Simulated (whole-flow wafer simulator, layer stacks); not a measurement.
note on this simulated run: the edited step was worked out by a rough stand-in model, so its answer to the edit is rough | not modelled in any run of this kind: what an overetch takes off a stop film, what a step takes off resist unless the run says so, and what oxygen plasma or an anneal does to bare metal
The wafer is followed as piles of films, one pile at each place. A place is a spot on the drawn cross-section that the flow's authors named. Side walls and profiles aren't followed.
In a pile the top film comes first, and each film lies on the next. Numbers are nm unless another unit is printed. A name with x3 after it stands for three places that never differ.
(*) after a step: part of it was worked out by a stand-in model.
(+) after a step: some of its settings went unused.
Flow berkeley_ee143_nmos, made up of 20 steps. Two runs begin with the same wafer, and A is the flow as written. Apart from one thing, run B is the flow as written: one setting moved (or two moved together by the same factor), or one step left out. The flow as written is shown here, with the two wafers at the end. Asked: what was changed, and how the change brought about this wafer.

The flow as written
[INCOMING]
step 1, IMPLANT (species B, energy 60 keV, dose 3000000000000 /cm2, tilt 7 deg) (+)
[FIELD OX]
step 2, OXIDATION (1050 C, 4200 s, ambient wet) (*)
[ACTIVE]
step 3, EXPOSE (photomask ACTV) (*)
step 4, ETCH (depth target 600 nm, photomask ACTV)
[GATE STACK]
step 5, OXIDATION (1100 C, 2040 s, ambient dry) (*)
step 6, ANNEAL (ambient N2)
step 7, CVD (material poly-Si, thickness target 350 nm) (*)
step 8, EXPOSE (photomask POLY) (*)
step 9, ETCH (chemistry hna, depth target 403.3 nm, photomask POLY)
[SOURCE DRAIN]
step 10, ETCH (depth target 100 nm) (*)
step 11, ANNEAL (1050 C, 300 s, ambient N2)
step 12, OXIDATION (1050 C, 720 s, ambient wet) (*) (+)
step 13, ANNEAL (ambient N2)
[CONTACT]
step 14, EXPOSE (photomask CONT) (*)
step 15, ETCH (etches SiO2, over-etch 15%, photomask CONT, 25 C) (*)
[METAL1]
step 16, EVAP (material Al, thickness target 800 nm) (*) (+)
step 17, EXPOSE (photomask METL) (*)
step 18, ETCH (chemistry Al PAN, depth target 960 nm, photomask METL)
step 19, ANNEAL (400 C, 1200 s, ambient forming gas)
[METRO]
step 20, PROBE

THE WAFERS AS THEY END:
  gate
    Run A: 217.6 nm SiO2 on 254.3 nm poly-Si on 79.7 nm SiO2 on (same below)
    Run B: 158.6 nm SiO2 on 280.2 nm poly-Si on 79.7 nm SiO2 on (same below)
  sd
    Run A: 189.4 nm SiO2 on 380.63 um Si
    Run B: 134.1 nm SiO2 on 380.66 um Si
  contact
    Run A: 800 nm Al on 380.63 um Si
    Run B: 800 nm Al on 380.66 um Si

Cause: step 12, OXIDATION: 450 s was run, whereas the flow has 720 s.

How this came from the change, step by step:
  step 12, OXIDATION (1050 C, 720 s, ambient wet) (*) (+)
      sd, contact: A SiO2 gains 189.4 (new film), Si loses 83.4 | B SiO2 gains 134.1 (new film), Si loses 59
      gate: A SiO2 gains 217.6 (new film), poly-Si loses 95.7 | B SiO2 gains 158.6 (new film), poly-Si loses 69.8
      (and at 1 other place as well)
  step 15, ETCH (etches SiO2, over-etch 15%, photomask CONT, 25 C) (*)
      contact: A SiO2 loses 189.4 (all of it) | B SiO2 loses 134.1 (all of it)
